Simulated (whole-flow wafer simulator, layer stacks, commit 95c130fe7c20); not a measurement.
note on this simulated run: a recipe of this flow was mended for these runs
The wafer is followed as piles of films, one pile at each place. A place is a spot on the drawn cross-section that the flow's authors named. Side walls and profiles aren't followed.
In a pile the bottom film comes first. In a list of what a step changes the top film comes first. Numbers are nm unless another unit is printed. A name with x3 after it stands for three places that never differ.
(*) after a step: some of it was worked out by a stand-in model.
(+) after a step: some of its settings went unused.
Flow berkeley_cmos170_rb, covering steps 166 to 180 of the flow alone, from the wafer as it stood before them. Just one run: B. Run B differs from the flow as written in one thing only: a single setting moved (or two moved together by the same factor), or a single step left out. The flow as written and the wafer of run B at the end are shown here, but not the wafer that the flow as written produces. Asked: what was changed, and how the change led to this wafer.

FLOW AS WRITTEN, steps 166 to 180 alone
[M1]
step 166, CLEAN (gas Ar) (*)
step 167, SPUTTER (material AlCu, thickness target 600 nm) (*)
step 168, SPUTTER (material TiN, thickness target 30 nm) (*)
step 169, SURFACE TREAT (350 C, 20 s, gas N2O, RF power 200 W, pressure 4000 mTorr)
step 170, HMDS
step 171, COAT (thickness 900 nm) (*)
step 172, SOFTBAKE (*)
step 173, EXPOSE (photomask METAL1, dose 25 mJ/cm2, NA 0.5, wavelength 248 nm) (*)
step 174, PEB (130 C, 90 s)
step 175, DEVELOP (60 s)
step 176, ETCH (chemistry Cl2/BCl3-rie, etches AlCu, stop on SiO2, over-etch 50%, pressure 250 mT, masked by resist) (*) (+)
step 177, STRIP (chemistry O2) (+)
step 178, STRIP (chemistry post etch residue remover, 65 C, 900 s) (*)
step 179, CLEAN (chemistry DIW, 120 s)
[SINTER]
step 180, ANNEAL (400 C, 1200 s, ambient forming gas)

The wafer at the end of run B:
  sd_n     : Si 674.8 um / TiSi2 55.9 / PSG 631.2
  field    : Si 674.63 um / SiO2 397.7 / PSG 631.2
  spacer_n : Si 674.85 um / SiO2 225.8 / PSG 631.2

Cause: step 167, SPUTTER: thickness target 408 nm was run, though the flow has thickness target 600 nm.

The path from the change to this, step by step:
  step 167, SPUTTER (material AlCu, thickness target 600 nm) (*)
      field, sd_n, spacer_n, gate, spacer_p, gate_p, m1: +408 AlCu (new film) (as written it would have been: +600 AlCu (new film))
      sd_p: +367.7 AlCu (new film) (as written it would have been: +549.6 AlCu (new film))
      (also at 1 further place)
  step 168, SPUTTER (material TiN, thickness target 30 nm) (*)
      contact: +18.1 TiN (new film) (as written it would have been: +16.3 TiN (new film))
  step 171, COAT (thickness 900 nm) (*)
      contact: +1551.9 KrF-resist (new film) (as written it would have been: +1612.7 KrF-resist (new film))
  step 176, ETCH (chemistry Cl2/BCl3-rie, etches AlCu, stop on SiO2, over-etch 50%, pressure 250 mT, masked by resist) (*) (+)
      field, sd_n, spacer_n, gate, spacer_p, gate_p: -30 TiN (all of it), -408 AlCu (all of it), -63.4 PSG (as written it would have been: -30 TiN (all of it), -600 AlCu (all of it), -39.4 PSG)
      sd_p: -26 TiN (all of it), -367.7 AlCu (all of it), -68.9 PSG (as written it would have been: -25.8 TiN (all of it), -549.6 AlCu (all of it), -46.2 PSG)
  step 177, STRIP (chemistry O2) (+)
      contact: -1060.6 KrF-resist (all of it) (as written it would have been: -1121.3 KrF-resist (all of it))
